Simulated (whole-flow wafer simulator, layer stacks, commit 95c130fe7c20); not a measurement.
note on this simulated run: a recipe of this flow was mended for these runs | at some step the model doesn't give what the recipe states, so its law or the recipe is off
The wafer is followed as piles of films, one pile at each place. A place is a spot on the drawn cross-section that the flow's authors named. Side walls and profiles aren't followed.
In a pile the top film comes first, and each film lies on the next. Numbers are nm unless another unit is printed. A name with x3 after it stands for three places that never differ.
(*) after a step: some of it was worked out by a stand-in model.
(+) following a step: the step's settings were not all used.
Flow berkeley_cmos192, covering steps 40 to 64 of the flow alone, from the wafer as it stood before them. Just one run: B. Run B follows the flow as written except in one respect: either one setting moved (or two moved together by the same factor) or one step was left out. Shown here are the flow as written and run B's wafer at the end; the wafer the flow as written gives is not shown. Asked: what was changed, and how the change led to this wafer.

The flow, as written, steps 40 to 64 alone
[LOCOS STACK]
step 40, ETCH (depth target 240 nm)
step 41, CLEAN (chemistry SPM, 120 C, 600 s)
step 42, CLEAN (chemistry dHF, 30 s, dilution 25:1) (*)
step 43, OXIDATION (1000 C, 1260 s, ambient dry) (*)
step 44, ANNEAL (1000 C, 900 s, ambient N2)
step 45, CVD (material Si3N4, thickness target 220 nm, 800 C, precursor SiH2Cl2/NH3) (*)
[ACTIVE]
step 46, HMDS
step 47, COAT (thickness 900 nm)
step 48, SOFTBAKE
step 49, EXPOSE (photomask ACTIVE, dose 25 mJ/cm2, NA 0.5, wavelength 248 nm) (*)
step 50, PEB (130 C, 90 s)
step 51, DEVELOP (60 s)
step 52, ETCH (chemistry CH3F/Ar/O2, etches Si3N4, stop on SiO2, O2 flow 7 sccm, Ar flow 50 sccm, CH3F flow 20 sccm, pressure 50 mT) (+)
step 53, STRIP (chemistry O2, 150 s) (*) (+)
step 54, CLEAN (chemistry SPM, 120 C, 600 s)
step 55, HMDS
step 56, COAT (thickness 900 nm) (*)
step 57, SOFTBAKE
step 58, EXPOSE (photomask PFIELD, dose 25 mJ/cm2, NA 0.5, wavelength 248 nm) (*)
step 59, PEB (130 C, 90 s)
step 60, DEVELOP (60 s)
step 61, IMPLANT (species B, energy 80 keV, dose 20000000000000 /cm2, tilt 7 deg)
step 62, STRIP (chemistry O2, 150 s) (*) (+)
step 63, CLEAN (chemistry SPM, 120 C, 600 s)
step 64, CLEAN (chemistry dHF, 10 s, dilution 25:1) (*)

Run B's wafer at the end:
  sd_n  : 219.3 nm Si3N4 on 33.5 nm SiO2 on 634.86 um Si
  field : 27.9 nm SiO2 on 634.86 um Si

Cause: step 43, OXIDATION: 1027 C was run, though the flow has 1000 C.

The path from the change to this, step by step:
  step 43, OXIDATION (1000 C, 1260 s, ambient dry) (*)
      field, sd_n, spacer_n and 6 more: +33.5 SiO2 (new film), -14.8 Si (it would be, as written: +26.6 SiO2 (new film), -11.7 Si)
